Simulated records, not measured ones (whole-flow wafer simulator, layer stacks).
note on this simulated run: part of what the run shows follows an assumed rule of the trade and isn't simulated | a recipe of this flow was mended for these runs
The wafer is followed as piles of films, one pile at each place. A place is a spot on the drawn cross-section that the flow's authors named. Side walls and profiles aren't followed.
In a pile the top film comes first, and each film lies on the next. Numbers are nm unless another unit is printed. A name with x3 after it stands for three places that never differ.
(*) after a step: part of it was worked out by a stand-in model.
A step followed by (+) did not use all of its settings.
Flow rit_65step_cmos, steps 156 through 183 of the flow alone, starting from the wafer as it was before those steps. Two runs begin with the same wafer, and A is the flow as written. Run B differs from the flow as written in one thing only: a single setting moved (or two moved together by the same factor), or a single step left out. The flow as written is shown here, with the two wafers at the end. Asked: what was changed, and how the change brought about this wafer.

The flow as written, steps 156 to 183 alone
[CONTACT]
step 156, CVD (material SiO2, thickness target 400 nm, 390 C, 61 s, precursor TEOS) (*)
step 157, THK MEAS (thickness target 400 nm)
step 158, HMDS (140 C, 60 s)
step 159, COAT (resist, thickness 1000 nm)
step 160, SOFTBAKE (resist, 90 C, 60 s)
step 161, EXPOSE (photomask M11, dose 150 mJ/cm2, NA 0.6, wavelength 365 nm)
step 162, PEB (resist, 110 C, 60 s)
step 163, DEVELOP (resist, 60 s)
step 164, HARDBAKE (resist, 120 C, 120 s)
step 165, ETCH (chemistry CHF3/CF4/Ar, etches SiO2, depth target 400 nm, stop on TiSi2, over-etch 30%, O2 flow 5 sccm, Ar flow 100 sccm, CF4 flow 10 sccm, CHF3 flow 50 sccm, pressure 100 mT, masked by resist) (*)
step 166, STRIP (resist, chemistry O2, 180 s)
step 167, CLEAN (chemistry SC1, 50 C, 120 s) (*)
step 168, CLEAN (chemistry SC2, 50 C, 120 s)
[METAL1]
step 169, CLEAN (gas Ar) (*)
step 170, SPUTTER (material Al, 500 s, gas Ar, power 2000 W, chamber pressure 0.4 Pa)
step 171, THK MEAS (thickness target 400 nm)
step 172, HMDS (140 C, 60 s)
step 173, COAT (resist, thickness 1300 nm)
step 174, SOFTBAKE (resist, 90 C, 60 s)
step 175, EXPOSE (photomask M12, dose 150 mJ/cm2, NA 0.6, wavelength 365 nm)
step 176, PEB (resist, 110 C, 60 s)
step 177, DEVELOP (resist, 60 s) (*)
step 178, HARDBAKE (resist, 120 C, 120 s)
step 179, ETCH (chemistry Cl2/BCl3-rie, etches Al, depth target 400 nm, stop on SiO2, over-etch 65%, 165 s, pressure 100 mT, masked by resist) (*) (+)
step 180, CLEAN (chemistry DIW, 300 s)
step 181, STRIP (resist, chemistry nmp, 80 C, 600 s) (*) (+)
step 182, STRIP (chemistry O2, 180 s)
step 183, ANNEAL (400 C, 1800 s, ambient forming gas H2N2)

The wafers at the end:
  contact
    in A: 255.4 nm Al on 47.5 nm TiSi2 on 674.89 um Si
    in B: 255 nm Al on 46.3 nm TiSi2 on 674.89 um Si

What caused this: step 165, ETCH: over-etch 36% was run, while the flow as written has over-etch 30%.

The path from the change to this, step by step:
  step 165, ETCH (chemistry CHF3/CF4/Ar, etches SiO2, depth target 400 nm, stop on TiSi2, over-etch 30%, O2 flow 5 sccm, Ar flow 100 sccm, CF4 flow 10 sccm, CHF3 flow 50 sccm, pressure 100 mT, masked by resist) (*)
      field, field_pw, field_nw and 10 more: A resist loses 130 | B resist loses 136
      contact: A SiO2 loses 400 (all of it), TiSi2 loses 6 | B SiO2 loses 400 (all of it), TiSi2 loses 7.2
